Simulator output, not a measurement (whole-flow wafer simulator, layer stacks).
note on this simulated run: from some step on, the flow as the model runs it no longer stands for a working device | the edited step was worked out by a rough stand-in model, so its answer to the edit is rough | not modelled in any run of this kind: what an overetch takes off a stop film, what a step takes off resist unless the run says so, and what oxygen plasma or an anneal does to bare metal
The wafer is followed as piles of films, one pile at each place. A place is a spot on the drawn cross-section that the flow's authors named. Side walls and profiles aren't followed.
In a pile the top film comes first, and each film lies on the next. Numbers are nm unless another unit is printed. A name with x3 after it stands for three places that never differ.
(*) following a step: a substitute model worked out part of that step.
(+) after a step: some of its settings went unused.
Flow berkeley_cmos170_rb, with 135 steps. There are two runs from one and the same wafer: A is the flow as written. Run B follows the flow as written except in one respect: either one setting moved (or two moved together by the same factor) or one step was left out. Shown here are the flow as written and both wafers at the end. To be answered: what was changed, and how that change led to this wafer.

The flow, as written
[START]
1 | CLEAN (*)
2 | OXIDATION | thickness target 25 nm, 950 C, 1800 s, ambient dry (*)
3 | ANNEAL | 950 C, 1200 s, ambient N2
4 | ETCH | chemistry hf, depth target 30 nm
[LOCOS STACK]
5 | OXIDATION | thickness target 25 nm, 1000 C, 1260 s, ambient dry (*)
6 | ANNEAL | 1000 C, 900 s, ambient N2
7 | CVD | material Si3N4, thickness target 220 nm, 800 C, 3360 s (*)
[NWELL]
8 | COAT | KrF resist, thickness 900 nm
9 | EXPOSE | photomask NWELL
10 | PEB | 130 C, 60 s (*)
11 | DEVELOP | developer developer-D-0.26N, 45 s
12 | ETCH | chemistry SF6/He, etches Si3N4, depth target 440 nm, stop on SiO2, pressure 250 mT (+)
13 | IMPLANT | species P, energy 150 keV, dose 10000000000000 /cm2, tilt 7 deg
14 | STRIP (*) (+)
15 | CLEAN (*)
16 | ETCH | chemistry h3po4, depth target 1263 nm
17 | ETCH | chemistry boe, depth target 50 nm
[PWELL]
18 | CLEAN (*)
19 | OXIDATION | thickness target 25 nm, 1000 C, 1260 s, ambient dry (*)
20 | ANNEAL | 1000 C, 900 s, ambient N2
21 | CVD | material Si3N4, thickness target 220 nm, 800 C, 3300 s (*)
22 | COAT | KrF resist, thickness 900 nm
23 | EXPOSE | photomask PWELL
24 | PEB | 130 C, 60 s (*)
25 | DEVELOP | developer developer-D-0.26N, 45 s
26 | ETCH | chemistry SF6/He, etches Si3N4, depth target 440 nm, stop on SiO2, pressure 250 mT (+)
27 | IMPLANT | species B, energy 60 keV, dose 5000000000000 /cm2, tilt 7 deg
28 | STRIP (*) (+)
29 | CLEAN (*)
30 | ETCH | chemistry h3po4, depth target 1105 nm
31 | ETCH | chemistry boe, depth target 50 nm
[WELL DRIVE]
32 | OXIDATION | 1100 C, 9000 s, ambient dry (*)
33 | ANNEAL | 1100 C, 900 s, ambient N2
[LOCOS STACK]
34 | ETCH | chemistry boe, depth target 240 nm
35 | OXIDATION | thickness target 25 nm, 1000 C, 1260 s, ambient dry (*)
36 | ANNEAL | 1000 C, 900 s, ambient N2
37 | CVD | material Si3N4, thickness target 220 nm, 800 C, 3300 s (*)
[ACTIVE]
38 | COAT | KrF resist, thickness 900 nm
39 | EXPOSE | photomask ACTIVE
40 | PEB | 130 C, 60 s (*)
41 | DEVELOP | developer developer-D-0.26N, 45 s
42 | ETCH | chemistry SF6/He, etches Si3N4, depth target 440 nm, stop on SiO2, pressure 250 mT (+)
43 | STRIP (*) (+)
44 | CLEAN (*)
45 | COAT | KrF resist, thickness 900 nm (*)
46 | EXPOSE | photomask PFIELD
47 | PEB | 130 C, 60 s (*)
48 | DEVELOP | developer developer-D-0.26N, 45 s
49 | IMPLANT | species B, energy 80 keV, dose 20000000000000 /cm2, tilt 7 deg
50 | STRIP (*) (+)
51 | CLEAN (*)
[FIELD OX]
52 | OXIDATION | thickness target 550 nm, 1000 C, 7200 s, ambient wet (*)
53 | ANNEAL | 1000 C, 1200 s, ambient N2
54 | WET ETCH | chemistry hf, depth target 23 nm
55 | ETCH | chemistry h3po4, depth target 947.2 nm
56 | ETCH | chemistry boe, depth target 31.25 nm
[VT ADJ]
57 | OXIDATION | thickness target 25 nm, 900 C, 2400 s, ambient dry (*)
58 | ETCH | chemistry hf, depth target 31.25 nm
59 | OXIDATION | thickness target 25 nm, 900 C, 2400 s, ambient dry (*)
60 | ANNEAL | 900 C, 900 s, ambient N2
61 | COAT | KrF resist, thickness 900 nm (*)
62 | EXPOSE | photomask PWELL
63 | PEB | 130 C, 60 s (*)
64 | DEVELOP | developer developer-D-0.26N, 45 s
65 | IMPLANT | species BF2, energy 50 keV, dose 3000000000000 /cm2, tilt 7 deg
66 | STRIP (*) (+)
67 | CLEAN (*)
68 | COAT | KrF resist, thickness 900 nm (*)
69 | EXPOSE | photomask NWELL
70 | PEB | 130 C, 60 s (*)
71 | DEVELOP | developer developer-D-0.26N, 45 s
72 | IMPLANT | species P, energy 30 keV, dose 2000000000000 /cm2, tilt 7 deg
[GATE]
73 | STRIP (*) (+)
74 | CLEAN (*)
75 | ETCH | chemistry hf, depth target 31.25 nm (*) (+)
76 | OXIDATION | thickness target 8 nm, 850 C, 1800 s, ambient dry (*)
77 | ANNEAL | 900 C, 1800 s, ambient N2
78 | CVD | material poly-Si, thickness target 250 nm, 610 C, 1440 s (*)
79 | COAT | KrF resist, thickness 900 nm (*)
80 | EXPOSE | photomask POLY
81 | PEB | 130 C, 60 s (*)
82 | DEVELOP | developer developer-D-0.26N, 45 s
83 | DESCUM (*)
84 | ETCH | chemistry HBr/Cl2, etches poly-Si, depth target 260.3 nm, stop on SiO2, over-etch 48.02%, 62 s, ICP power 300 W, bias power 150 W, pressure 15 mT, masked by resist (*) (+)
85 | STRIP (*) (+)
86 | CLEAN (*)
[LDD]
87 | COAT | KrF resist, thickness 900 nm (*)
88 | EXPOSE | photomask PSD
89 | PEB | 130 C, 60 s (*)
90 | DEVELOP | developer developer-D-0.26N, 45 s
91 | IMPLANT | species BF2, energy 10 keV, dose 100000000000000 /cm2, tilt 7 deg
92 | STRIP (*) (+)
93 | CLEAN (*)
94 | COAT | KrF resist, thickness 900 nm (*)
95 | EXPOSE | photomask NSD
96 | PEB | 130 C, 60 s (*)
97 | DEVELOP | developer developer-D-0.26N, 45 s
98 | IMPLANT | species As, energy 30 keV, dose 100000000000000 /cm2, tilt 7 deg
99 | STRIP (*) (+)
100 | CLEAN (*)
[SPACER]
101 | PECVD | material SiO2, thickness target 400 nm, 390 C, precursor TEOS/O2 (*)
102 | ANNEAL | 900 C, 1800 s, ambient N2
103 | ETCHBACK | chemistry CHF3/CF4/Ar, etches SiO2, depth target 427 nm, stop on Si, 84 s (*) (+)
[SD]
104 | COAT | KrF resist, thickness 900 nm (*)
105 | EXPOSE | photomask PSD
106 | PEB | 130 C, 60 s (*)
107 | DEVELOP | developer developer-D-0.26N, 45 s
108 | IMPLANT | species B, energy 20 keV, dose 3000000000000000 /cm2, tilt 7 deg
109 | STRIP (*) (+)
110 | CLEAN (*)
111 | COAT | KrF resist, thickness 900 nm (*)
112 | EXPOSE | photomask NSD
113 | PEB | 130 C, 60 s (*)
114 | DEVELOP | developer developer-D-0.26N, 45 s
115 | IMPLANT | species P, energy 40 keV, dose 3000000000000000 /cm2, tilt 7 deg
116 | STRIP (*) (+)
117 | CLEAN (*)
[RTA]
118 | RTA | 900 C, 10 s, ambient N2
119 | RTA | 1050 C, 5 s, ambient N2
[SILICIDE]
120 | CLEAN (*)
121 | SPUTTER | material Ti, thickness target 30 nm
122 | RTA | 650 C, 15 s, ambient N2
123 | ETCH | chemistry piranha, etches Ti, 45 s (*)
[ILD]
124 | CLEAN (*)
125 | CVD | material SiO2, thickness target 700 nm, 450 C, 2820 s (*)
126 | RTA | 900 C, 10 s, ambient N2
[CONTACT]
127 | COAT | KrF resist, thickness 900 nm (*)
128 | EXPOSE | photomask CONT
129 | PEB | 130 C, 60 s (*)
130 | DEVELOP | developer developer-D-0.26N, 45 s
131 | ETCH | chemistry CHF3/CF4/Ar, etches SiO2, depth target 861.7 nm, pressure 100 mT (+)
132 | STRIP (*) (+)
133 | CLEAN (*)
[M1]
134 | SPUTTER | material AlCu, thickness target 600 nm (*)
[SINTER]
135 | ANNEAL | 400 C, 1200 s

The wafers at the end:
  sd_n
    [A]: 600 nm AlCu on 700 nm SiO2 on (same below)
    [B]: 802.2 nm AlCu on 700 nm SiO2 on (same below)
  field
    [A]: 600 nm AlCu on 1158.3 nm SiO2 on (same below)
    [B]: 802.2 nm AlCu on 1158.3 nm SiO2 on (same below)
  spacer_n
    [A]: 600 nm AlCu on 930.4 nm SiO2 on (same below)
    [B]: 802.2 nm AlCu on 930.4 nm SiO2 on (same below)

The reason: step 134, SPUTTER: thickness target 802.2 nm was run, while the flow as written has thickness target 600 nm.
The wafer itself shows it: sd_n has AlCu 802.2, and step 134 as written asks for 600 nm.

How this came from the change, step by step:
  134 | SPUTTER | material AlCu, thickness target 600 nm (*)
      field, sd_n, spacer_n, gate, spacer_p, gate_p, m1: A AlCu gains 600 (new film) | B AlCu gains 802.2 (new film)
      sd_p: A AlCu gains 545.9 (new film) | B AlCu gains 740.2 (new film)
      (and at 1 other place as well)
